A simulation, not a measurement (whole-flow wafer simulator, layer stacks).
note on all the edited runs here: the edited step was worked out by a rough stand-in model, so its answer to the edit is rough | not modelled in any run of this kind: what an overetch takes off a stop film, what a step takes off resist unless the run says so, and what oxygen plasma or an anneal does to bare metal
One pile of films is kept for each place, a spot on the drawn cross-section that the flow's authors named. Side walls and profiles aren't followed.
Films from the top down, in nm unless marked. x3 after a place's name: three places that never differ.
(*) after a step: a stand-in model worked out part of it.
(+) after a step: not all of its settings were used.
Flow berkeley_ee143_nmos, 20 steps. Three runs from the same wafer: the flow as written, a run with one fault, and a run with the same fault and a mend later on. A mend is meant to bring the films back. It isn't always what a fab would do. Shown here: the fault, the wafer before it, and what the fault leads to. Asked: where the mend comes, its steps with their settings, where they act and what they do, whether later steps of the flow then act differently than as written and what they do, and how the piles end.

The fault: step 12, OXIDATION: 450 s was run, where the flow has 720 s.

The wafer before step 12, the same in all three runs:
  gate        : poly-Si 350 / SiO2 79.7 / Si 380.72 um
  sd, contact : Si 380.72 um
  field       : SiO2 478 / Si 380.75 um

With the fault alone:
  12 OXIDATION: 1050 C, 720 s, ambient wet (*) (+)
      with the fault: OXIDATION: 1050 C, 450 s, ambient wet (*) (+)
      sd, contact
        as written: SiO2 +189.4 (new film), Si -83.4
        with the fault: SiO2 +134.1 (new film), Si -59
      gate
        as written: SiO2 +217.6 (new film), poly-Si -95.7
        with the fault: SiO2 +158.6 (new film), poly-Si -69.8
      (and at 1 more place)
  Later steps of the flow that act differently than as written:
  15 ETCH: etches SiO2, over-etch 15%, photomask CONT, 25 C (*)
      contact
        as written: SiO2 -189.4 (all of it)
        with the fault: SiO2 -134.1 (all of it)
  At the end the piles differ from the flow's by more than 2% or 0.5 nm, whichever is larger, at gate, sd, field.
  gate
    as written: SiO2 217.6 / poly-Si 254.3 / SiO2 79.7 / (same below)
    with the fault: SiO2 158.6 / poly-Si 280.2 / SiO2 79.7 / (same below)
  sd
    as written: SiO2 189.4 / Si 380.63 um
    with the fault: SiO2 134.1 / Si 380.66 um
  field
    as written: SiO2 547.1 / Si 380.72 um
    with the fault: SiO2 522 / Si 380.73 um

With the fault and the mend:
  The mend comes after step 12.
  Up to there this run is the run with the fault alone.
  12a OXIDATION: 1050 C, 270 s, ambient wet (*) (+) (the flow's step 12 once more, with other settings)
      sd, contact
        SiO2 +55.3, Si -24.3
      gate
        SiO2 +59, poly-Si -26
      field
        SiO2 +25.1, Si -11
  No later step of the flow acts differently than as written at any place that is followed.
  At the end the piles are the same as the flow's at every place that both follow.
